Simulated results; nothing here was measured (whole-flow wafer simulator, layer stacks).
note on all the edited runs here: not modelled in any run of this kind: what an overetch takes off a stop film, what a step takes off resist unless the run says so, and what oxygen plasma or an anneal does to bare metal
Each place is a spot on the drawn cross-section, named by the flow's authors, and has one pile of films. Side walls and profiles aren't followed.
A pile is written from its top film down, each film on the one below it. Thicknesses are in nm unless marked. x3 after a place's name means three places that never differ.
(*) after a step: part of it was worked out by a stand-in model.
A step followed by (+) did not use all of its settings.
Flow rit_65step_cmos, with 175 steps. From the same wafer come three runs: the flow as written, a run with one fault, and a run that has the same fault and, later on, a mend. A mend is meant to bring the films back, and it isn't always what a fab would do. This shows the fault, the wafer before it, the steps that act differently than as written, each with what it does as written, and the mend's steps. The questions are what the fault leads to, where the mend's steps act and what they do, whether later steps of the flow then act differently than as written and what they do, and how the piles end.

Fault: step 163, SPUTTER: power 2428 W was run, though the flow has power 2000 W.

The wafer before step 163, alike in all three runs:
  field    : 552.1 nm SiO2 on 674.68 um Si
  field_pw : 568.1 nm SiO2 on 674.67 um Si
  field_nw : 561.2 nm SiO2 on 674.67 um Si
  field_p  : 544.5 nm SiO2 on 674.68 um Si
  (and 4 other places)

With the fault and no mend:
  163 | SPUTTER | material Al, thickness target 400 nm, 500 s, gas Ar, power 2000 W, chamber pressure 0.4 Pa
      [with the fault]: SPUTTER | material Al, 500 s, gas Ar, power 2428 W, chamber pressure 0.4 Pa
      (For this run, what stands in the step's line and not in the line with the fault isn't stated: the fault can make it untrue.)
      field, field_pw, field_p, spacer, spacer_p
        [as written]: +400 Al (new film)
        [with the fault]: +485.6 Al (new film)
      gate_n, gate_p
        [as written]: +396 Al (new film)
        [with the fault]: +475.4 Al (new film)
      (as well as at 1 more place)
  Steps further on in the flow that do not act as written (not shown: 3 more steps that differ only slightly, by at most 2% or 0.5 nm, whichever is larger):
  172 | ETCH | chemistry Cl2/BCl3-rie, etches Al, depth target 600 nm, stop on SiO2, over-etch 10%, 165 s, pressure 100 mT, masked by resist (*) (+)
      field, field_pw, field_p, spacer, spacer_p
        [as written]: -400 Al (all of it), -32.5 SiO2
        [with the fault]: -485.6 Al (all of it), -21.8 SiO2
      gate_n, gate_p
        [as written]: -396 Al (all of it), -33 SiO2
        [with the fault]: -475.4 Al (all of it), -23.1 SiO2
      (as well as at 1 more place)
  At field, field_nw, field_p, gate_n, gate_p, spacer, spacer_p, the piles at the end differ from the flow's by more than 2% or 0.5 nm, whichever is larger.
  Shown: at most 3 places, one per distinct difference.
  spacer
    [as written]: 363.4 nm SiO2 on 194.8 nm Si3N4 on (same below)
    [with the fault]: 374.1 nm SiO2 on 194.8 nm Si3N4 on (same below)
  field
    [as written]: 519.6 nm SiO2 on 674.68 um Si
    [with the fault]: 530.3 nm SiO2 on 674.68 um Si
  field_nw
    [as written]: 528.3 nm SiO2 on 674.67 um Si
    [with the fault]: 539.4 nm SiO2 on 674.67 um Si

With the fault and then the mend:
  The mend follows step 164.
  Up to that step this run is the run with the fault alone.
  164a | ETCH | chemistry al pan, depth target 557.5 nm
      field, field_pw, field_nw, field_p, spacer, spacer_p
        -485.6 Al (all of it)
      gate_n, gate_p
        -475.4 Al (all of it)
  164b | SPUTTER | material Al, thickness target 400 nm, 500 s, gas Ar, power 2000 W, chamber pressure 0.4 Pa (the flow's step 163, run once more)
      field, field_pw, field_p, spacer, spacer_p
        +400 Al (new film)
      gate_n, gate_p
        +396 Al (new film)
      field_nw
        +397.2 Al (new film)
  None of the later steps of the flow acts differently than as written at any place that is followed.
  At every place that both follow, the piles at the end match the flow's.
